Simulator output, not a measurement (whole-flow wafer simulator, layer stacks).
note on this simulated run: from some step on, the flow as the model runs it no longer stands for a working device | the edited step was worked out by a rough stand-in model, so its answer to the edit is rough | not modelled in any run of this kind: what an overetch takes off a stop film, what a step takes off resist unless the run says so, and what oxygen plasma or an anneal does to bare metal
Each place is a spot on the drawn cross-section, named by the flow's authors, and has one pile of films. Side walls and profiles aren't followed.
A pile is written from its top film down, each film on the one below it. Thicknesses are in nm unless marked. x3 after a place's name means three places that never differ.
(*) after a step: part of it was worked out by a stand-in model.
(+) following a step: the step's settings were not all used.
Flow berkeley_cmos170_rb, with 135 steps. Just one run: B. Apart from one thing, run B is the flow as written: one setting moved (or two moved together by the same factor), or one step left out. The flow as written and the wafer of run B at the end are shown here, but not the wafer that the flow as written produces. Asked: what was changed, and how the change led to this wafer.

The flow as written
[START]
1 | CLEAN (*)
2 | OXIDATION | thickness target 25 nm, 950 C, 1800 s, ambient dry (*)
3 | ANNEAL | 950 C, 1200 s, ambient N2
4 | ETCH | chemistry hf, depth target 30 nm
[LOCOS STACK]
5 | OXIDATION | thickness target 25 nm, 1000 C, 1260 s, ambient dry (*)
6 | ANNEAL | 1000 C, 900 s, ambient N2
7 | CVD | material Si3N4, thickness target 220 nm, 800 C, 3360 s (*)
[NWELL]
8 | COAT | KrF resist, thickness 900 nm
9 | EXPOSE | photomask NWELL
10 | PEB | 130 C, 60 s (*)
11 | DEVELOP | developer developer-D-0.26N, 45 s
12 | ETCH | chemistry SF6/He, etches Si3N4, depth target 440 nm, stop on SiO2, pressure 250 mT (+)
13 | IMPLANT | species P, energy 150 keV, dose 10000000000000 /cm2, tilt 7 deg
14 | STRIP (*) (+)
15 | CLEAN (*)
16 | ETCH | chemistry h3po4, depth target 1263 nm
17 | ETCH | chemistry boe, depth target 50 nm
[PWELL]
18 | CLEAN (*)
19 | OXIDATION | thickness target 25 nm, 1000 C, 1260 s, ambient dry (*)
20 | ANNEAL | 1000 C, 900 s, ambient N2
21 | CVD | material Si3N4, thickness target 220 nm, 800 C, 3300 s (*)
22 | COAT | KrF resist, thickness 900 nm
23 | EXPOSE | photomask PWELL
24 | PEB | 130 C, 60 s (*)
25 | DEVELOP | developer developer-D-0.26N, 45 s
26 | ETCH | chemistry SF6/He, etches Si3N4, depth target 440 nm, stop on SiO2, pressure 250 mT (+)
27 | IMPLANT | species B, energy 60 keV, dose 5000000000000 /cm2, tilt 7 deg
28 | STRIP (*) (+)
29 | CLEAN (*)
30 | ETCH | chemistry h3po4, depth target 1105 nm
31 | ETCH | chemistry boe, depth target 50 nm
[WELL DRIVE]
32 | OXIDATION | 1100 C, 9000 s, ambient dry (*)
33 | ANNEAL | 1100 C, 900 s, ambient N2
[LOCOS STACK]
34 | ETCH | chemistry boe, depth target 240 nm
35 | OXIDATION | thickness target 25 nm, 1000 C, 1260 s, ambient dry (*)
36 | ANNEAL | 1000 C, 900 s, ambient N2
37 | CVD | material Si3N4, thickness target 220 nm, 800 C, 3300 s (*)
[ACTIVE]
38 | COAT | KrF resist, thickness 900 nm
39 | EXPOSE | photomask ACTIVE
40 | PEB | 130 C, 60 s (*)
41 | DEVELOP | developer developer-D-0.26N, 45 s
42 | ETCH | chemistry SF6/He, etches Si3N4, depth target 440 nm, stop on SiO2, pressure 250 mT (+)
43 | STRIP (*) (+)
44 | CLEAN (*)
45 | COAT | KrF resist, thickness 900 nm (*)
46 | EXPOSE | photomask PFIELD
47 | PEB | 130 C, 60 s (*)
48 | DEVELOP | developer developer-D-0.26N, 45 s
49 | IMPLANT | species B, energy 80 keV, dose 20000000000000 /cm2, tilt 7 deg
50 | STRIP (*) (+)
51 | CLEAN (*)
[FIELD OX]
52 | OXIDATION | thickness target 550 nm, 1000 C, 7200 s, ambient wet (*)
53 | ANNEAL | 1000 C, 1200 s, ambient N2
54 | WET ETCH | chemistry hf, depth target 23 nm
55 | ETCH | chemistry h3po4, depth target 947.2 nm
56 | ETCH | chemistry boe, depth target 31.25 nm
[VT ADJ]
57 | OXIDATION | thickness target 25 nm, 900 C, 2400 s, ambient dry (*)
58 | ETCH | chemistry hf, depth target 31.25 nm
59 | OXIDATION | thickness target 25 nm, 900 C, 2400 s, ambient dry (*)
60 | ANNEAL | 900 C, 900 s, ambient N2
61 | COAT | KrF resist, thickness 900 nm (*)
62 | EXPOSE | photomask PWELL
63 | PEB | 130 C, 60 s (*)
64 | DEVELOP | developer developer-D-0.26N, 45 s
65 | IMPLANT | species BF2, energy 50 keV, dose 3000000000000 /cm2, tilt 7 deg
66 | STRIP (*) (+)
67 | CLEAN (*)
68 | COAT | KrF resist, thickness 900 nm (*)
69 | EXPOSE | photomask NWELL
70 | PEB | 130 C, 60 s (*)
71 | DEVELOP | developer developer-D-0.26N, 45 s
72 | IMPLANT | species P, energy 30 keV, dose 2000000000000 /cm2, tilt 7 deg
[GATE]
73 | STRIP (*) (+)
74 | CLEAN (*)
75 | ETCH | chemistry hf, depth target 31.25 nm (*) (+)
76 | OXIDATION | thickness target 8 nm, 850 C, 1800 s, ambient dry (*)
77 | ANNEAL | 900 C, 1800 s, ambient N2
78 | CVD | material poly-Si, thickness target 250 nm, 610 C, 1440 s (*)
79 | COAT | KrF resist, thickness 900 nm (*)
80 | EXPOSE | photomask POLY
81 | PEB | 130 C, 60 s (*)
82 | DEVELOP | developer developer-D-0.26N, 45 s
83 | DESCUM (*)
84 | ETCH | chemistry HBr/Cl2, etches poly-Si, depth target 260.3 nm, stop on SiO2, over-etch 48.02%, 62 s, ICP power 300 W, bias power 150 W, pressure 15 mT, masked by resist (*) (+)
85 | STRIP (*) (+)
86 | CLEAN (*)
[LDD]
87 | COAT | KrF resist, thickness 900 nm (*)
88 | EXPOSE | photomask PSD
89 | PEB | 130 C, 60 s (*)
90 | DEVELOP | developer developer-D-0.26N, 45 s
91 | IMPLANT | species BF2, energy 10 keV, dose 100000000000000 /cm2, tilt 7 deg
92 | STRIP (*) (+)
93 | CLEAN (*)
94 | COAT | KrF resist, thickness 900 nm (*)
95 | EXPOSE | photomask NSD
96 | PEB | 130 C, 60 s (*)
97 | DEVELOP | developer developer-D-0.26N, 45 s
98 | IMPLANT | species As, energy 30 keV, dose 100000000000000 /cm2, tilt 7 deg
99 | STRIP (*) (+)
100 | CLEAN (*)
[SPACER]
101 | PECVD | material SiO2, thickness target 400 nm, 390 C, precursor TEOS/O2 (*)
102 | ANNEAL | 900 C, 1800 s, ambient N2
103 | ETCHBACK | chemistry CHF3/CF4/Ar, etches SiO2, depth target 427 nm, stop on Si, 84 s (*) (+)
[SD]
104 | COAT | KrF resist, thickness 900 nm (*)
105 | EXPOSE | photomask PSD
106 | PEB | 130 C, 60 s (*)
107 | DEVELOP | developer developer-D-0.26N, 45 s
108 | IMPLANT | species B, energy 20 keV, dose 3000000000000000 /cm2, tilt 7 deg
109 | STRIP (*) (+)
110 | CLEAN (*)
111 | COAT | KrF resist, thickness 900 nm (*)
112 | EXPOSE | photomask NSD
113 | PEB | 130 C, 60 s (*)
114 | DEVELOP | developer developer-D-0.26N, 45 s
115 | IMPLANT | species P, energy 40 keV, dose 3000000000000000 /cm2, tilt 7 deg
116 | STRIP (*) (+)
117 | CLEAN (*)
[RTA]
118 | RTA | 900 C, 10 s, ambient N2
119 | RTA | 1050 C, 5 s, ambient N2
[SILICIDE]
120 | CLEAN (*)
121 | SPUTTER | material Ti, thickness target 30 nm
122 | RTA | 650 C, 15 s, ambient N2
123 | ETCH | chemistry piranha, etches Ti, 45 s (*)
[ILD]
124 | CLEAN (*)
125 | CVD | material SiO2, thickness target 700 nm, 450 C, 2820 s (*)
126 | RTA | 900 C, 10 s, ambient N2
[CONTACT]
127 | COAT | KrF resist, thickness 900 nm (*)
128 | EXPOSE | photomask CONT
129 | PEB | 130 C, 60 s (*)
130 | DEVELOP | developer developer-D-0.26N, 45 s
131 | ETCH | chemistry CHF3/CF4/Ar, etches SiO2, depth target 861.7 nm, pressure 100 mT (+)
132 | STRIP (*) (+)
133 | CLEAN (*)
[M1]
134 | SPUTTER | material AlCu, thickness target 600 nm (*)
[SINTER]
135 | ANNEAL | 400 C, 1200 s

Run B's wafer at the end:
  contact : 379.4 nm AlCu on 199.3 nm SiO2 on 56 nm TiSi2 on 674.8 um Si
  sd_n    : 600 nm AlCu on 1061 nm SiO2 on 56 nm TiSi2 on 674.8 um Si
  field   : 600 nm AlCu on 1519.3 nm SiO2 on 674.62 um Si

What caused this: step 125, CVD: thickness target 1061 nm was run, while the flow as written has thickness target 700 nm; step 125, CVD: 4275 s was run, where the flow has 2820 s.
One can read it off the wafer: sd_n has SiO2 1061, and step 125 as written asks for 700 nm.

Step by step, how the change led to this:
  125 | CVD | material SiO2, thickness target 700 nm, 450 C, 2820 s (*)
      sd_n, gate, gate_p, contact, m1: SiO2 gains 1061 (new film) (in the flow as written it would be: SiO2 gains 700 (new film))
      field, spacer_n, spacer_p: SiO2 gains 1061 (in the flow as written it would be: SiO2 gains 700)
      (and at 1 other place as well)
  131 | ETCH | chemistry CHF3/CF4/Ar, etches SiO2, depth target 861.7 nm, pressure 100 mT (+)
      contact: SiO2 loses 861.7 (in the flow as written it would be: SiO2 loses 700 (all of it), TiSi2 loses 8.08)
  134 | SPUTTER | material AlCu, thickness target 600 nm (*)
      contact: AlCu gains 379.4 (new film) (in the flow as written it would be: AlCu gains 415.1 (new film))
